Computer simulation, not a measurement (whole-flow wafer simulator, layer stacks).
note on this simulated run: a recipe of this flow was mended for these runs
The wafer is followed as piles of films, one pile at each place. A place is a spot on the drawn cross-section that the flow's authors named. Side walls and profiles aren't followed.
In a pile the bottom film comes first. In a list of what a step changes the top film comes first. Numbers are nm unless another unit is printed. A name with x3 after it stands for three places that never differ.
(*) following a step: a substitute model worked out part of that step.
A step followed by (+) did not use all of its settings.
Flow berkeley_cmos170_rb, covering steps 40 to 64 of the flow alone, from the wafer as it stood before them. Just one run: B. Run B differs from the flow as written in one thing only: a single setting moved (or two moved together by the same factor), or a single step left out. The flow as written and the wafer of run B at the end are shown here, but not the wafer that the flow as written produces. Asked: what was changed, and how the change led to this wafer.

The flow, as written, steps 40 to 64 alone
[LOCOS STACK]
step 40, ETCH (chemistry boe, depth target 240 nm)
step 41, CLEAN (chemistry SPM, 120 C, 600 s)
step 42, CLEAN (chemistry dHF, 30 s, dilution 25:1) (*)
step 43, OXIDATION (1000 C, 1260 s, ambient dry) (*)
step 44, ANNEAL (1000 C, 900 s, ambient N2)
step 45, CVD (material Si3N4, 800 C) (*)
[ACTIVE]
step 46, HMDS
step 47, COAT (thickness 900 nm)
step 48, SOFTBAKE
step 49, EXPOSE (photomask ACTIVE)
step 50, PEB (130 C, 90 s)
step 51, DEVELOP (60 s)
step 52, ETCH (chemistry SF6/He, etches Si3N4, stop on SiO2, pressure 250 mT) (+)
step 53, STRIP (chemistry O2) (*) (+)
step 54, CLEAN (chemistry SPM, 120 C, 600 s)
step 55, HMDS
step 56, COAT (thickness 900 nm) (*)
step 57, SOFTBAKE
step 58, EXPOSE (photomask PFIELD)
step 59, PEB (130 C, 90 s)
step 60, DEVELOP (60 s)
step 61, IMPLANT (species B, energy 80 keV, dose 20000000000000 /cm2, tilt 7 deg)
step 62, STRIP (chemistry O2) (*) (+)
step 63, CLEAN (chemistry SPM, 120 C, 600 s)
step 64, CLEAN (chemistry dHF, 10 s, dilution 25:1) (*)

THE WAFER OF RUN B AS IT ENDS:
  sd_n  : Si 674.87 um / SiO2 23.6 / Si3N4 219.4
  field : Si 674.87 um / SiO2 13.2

Cause: step 43, OXIDATION: 1008 s was run, though the flow has 1260 s.

The path from the change to this, step by step:
  step 43, OXIDATION (1000 C, 1260 s, ambient dry) (*)
      field, sd_n, spacer_n and 6 more: +23.6 SiO2 (new film), -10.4 Si (it would be, as written: +26.6 SiO2 (new film), -11.7 Si)
